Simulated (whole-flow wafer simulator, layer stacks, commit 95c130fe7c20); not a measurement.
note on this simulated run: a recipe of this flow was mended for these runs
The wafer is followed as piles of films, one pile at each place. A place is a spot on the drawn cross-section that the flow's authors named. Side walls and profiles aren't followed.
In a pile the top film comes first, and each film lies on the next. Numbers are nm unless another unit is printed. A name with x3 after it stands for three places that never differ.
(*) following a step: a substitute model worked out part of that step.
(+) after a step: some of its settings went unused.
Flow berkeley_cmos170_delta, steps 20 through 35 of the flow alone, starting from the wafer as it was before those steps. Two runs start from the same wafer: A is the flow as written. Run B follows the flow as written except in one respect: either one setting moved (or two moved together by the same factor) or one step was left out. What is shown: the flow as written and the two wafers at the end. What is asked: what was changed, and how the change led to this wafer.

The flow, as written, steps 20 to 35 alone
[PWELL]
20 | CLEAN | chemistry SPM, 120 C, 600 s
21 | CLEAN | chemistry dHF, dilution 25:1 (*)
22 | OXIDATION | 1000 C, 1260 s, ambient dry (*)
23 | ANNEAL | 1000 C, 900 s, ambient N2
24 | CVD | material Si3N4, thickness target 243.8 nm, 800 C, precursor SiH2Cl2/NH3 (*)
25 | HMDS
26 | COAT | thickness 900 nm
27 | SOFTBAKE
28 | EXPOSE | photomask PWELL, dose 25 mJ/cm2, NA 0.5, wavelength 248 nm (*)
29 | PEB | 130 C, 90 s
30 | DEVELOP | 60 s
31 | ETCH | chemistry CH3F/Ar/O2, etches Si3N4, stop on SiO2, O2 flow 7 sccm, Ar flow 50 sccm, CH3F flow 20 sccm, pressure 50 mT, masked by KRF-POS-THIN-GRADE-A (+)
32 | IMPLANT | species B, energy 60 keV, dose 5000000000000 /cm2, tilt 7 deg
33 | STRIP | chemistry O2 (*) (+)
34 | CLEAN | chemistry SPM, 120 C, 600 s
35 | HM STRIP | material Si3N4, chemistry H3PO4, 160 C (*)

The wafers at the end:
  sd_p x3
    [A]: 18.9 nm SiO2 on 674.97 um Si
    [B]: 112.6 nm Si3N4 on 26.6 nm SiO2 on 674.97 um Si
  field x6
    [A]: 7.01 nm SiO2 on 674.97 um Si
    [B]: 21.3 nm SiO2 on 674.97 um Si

The reason: step 35, HM STRIP: 128 C was run, whereas the flow has 160 C.

How this came from the change, step by step:
  35 | HM STRIP | material Si3N4, chemistry H3PO4, 160 C (*)
      sd_p x3: A -243.8 Si3N4 (all of it), -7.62 SiO2 | B -131.2 Si3N4
      field x6: A -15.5 SiO2 | B -1.2 SiO2
